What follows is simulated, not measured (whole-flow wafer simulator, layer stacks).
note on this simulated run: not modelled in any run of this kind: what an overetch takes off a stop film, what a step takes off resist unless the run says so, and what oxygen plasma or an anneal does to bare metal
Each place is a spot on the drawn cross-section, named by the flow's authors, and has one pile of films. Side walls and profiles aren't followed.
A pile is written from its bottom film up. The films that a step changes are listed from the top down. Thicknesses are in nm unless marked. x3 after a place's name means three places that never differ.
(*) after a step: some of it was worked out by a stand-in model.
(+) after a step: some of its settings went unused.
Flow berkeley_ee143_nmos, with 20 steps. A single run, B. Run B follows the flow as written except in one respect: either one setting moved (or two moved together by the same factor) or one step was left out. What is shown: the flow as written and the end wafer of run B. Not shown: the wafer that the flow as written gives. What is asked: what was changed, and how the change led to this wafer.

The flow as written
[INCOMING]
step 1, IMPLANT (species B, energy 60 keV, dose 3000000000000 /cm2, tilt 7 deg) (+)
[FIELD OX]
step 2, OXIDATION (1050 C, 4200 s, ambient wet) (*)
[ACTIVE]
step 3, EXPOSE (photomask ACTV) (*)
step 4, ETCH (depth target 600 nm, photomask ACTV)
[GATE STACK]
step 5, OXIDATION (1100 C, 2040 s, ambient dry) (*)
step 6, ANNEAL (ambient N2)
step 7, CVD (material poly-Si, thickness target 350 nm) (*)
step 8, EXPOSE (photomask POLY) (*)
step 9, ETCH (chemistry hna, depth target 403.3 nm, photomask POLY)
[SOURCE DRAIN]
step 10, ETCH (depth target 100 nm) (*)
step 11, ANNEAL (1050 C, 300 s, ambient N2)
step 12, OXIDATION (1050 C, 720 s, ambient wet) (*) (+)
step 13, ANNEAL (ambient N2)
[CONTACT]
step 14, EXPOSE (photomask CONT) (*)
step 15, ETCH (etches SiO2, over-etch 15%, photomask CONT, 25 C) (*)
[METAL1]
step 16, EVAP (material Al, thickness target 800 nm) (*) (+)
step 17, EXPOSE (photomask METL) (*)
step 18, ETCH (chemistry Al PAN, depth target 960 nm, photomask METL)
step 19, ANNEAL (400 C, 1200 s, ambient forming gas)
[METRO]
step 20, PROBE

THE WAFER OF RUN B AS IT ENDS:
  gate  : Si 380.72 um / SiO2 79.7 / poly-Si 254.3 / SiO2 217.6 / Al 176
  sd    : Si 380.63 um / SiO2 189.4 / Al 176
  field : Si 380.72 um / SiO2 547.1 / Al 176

What caused this: step 18, ETCH: depth target 624 nm was run, though the flow has depth target 960 nm.

Step by step, how the change led to this:
  step 18, ETCH (chemistry Al PAN, depth target 960 nm, photomask METL)
      gate, sd, field: Al loses 624 (as written it would have been: Al loses 800 (all of it))
Taking metal films that touch as one body, gate has 1 body; the flow as written gives 0 bodies.
Taking metal films that touch as one body, sd has 1 body; the flow as written gives 0 bodies.
Taking metal films that touch as one body, field has 1 body; the flow as written gives 0 bodies.
